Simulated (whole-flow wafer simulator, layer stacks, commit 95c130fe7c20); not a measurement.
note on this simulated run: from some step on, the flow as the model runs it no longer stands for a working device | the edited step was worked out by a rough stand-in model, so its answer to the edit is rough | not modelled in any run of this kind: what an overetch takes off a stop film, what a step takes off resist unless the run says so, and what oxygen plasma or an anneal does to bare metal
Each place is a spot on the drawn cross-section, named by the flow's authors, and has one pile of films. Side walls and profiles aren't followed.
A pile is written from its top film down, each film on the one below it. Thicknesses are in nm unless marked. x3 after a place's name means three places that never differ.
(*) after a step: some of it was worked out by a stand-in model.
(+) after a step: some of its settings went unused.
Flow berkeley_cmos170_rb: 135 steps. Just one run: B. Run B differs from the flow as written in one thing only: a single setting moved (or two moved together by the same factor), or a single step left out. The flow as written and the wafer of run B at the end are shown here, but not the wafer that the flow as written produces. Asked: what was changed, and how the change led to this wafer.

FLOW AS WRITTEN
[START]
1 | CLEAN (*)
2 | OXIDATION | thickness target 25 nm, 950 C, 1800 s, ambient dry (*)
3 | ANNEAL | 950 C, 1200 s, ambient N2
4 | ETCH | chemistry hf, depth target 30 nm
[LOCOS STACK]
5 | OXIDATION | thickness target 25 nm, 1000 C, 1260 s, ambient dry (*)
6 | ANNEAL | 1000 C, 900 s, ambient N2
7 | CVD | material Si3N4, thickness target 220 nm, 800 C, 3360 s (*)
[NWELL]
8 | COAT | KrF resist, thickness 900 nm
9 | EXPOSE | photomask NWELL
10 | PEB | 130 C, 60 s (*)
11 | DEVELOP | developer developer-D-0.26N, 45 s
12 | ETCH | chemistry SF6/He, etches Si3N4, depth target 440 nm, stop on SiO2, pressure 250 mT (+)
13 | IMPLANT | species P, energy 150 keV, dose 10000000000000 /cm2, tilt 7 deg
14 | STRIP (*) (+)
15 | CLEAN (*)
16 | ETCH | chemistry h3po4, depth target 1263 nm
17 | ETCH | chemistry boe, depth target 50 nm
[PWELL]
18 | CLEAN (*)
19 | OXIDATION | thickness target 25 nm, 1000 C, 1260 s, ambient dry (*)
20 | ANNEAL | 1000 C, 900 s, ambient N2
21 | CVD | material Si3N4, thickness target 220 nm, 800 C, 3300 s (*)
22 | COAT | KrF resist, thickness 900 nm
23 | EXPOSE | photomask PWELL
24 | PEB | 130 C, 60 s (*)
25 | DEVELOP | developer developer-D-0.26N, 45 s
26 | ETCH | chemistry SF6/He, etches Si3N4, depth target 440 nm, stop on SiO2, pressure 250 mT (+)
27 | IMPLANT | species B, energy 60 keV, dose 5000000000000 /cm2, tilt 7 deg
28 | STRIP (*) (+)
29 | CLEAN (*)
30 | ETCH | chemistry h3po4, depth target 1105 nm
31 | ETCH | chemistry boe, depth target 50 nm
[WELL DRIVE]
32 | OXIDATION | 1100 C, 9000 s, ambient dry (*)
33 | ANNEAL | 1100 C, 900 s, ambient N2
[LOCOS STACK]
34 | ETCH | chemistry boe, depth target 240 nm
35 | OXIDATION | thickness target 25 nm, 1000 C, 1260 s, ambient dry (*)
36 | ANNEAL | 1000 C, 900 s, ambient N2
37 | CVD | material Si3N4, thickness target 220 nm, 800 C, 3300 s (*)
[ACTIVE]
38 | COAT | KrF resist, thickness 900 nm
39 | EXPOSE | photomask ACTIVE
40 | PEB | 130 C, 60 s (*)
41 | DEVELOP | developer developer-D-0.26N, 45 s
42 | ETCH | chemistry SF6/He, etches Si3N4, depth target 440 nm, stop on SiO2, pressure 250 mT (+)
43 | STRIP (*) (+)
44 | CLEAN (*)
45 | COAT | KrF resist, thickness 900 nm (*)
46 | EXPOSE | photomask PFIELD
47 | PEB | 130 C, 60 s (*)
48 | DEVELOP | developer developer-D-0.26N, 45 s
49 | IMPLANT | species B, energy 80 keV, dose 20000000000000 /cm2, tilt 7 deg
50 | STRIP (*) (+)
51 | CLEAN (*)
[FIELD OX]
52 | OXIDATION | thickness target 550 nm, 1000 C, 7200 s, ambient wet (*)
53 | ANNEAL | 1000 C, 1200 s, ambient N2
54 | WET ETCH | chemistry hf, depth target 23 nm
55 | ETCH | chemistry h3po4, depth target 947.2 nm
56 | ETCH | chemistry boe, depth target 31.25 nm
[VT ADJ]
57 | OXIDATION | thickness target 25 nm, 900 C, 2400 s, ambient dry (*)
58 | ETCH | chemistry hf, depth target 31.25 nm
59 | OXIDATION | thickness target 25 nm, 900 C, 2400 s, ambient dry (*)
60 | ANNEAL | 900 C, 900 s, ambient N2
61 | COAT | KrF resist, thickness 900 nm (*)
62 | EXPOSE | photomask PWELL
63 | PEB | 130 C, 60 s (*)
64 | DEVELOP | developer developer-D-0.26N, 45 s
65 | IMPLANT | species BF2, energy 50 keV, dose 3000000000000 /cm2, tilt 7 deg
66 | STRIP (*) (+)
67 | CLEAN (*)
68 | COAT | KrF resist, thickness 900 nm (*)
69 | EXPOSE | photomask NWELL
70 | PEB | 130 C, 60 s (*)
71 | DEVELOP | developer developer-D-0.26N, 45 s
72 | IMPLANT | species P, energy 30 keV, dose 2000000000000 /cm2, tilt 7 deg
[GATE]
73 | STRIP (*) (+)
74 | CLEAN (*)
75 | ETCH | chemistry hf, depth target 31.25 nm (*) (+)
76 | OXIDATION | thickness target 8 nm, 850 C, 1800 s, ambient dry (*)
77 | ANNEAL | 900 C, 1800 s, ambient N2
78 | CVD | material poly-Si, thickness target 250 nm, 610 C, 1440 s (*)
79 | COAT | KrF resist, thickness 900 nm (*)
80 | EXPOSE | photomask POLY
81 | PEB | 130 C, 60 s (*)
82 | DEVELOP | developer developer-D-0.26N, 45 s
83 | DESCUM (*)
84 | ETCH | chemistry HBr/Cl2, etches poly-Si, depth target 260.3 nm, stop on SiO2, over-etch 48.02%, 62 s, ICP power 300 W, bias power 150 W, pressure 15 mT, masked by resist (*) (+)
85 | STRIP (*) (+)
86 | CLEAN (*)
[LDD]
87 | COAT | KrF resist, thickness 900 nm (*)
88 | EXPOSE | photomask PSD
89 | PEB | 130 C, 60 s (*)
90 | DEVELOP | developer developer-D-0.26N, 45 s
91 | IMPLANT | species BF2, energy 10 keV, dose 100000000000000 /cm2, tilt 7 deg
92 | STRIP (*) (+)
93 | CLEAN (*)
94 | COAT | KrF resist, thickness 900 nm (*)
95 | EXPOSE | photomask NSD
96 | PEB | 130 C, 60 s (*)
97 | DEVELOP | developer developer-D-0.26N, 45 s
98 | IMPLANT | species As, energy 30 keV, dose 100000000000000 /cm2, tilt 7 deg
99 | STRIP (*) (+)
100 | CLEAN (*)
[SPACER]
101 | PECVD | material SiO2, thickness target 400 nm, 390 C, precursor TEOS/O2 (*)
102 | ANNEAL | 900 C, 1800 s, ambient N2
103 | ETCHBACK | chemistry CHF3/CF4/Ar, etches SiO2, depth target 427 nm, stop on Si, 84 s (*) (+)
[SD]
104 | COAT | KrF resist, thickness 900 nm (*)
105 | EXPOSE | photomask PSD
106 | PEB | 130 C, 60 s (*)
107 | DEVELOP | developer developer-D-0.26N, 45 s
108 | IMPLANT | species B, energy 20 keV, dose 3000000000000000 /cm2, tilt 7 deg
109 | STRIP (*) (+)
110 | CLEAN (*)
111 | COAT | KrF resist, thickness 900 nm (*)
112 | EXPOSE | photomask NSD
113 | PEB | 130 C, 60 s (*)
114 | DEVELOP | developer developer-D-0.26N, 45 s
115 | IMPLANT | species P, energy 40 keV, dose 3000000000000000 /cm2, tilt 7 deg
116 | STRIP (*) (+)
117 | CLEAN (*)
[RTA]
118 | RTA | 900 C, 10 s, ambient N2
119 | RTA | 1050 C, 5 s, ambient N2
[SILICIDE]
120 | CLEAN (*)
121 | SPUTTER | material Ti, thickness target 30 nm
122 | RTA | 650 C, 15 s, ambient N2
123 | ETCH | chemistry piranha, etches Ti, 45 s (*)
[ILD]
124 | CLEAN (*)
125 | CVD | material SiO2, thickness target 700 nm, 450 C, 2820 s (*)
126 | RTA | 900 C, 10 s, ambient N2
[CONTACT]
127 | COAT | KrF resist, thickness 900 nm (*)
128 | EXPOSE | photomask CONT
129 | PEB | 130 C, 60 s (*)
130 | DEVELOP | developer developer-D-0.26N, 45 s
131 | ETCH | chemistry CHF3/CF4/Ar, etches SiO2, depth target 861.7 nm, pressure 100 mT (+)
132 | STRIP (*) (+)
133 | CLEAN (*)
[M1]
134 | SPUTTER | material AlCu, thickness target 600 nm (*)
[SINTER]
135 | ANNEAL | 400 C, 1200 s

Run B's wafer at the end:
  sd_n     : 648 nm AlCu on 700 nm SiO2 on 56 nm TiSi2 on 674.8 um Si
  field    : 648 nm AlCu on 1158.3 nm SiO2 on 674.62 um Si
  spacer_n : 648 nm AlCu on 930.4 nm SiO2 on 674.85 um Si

Cause: step 134, SPUTTER: thickness target 648 nm was run, whereas the flow has thickness target 600 nm.
The wafer itself shows it: sd_n has AlCu 648, and step 134 as written asks for 600 nm.

Step by step, how the change led to this:
  134 | SPUTTER | material AlCu, thickness target 600 nm (*)
      field, sd_n, spacer_n, gate, spacer_p, gate_p, m1: AlCu gains 648 (new film) (in the flow as written it would be: AlCu gains 600 (new film))
      sd_p: AlCu gains 591.9 (new film) (in the flow as written it would be: AlCu gains 545.9 (new film))
      (also at 1 further place)
